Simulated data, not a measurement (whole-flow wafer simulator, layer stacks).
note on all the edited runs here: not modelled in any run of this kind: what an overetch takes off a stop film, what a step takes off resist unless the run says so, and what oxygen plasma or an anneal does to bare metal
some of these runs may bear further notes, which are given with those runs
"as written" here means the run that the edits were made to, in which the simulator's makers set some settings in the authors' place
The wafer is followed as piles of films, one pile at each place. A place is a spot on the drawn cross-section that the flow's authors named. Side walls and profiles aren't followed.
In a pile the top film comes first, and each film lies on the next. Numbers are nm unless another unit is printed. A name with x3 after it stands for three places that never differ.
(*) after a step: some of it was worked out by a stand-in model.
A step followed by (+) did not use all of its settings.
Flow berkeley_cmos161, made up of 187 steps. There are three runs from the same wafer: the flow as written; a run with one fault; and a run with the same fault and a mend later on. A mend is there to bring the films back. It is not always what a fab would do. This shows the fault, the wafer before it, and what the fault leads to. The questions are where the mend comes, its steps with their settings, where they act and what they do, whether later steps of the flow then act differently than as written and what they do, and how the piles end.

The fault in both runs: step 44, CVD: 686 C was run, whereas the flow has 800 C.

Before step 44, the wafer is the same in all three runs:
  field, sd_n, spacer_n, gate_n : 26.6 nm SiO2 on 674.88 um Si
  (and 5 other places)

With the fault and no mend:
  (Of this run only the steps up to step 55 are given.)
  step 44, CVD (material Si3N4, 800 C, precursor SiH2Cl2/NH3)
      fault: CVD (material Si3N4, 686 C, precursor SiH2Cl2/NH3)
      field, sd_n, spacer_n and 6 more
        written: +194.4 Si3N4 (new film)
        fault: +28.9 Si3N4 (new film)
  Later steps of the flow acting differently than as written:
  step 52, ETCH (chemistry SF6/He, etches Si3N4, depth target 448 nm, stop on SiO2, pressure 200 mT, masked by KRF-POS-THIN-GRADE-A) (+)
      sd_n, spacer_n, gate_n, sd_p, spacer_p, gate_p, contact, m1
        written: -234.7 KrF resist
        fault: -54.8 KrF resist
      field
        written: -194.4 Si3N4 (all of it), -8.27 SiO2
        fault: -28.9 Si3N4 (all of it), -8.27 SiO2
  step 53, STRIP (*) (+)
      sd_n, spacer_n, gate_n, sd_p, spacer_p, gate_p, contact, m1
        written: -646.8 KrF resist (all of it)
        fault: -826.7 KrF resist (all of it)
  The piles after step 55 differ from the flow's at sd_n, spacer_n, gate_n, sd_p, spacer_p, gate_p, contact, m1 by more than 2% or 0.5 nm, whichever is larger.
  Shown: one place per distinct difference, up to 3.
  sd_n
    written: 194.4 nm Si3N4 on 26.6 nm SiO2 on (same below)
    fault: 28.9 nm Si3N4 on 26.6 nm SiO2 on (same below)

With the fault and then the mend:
  The mend stands after step 44.
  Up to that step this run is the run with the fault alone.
  step 44a, ETCH (chemistry h3po4, depth target 33.25 nm)
      field, sd_n, spacer_n and 6 more
        -28.9 Si3N4 (all of it)
  step 44b, CLEAN (chemistry SPM) (the flow's step 36, run once more)
      does not change any film at any place that is followed
  step 44c, CVD (material Si3N4, 800 C, precursor SiH2Cl2/NH3) (the flow's step 44, run once more)
      field, sd_n, spacer_n and 6 more
        +194.4 Si3N4 (new film)
  None of the later steps of the flow acts differently than as written at any place that is followed.
  The piles end the same as the flow's at every place that both follow.
